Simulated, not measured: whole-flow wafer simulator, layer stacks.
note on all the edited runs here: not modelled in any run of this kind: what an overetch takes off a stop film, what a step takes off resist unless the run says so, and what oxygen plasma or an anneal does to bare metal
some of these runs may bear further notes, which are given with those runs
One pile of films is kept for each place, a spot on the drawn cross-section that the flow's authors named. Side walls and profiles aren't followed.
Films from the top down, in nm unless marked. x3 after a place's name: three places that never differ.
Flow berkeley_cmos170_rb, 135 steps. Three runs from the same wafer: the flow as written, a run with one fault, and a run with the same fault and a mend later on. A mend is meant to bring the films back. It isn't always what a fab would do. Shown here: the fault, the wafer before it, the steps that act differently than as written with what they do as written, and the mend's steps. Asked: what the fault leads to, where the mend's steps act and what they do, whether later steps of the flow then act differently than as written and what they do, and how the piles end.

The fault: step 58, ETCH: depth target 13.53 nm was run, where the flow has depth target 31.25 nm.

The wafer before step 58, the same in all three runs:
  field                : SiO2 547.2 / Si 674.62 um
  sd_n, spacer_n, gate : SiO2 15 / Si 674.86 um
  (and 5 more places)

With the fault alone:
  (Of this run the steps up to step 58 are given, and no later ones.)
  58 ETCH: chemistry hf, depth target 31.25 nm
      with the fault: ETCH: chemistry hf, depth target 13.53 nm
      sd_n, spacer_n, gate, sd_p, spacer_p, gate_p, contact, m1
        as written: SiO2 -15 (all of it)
        with the fault: SiO2 -13.5
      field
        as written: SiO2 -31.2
        with the fault: SiO2 -13.5
  After step 58 the piles differ from the flow's by more than 2% or 0.5 nm, whichever is larger, at field, sd_n, spacer_n and 6 more.
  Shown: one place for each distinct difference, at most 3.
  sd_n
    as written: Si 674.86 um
    with the fault: SiO2 1.51 / Si 674.86 um
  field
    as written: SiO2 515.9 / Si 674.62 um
    with the fault: SiO2 533.6 / Si 674.62 um

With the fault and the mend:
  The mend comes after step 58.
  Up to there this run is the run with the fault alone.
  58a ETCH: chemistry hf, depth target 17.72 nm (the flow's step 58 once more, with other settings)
      sd_n, spacer_n, gate, sd_p, spacer_p, gate_p, contact, m1
        SiO2 -1.51 (all of it)
      field
        SiO2 -17.7
  No later step of the flow acts differently than as written, at any place that is followed, by more than 2% or 0.5 nm, whichever is larger.
  At the end the piles are the same as the flow's at every place that both follow.
